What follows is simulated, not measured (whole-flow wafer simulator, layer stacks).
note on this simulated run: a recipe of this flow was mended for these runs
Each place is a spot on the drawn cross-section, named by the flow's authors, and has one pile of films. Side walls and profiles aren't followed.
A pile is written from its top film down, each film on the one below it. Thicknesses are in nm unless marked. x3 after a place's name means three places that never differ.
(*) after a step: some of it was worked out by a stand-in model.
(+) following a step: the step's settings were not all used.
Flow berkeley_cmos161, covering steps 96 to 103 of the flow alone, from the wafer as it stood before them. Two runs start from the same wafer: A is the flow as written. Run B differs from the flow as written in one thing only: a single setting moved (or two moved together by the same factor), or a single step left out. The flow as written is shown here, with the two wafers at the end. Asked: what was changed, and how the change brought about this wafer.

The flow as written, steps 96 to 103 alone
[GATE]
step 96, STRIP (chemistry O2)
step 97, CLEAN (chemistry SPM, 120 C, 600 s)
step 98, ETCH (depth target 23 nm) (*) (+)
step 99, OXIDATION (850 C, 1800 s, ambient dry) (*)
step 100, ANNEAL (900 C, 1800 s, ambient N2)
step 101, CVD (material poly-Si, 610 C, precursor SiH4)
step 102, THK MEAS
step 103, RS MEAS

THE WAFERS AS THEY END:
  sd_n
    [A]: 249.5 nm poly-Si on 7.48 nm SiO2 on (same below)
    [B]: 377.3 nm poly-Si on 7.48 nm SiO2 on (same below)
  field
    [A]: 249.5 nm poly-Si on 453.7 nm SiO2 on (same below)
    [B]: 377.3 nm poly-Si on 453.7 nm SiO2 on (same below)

Cause: step 101, CVD: 633 C was run, while the flow as written has 610 C.

How this came from the change, step by step:
  step 101, CVD (material poly-Si, 610 C, precursor SiH4)
      field, sd_n, spacer_n, gate_n, sd_p, spacer_p x2, contact, m1: A +249.5 poly-Si (new film) | B +377.3 poly-Si (new film)
